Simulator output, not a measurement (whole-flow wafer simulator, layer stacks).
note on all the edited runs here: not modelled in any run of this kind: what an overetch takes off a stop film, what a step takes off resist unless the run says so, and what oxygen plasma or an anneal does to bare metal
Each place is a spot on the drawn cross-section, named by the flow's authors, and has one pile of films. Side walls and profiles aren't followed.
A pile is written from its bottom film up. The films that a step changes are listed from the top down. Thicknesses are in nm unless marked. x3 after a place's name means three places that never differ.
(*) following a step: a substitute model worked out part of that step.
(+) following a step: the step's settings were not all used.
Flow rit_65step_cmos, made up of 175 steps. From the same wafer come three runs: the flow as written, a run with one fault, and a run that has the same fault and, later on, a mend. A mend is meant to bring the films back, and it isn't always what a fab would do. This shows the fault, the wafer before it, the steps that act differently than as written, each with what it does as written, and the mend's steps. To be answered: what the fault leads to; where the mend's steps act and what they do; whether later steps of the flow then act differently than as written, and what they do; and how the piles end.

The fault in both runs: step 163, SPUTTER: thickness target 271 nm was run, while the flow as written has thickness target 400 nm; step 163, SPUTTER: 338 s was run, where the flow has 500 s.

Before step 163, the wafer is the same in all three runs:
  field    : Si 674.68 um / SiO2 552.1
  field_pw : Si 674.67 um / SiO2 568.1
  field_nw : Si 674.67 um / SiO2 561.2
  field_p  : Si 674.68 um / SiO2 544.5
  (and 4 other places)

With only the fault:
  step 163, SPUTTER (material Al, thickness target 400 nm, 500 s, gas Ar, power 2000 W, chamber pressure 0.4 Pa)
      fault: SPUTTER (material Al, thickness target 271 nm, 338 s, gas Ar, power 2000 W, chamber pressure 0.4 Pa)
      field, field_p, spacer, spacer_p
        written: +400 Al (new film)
        fault: +271 Al (new film)
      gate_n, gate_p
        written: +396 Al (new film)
        fault: +271 Al (new film)
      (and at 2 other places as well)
  Steps further on in the flow that do not act as written (not shown: 3 more steps that differ only slightly, by at most 2% or 0.5 nm, whichever is larger):
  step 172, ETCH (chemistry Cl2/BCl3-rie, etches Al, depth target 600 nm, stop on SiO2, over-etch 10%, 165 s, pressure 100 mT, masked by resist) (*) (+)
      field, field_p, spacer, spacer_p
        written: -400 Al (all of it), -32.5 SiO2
        fault: -271 Al (all of it), -48.6 SiO2
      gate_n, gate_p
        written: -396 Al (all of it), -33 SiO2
        fault: -271 Al (all of it), -48.6 SiO2
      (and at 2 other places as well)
  At field, field_pw, field_nw, field_p, gate_n, gate_p, spacer, spacer_p, the piles at the end differ from the flow's by more than 2% or 0.5 nm, whichever is larger.
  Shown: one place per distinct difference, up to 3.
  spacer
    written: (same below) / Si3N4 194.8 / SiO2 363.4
    fault: (same below) / Si3N4 194.8 / SiO2 347.3
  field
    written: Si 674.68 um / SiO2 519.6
    fault: Si 674.68 um / SiO2 503.5
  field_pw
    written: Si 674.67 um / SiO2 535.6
    fault: Si 674.67 um / SiO2 519.5

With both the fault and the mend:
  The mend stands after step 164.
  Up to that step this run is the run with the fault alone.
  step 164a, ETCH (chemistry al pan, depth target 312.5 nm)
      field, field_p, gate_n, gate_p, spacer, spacer_p
        -271 Al (all of it)
      field_pw, field_nw
        -270.8 Al (all of it)
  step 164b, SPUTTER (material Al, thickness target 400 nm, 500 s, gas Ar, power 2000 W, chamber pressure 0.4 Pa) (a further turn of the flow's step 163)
      field, field_pw, field_p, spacer, spacer_p
        +400 Al (new film)
      gate_n, gate_p
        +396 Al (new film)
      field_nw
        +397.2 Al (new film)
  Every later step of the flow that is run acts as written at every place that is followed.
  By the end, the piles equal the flow's at every place that both follow.
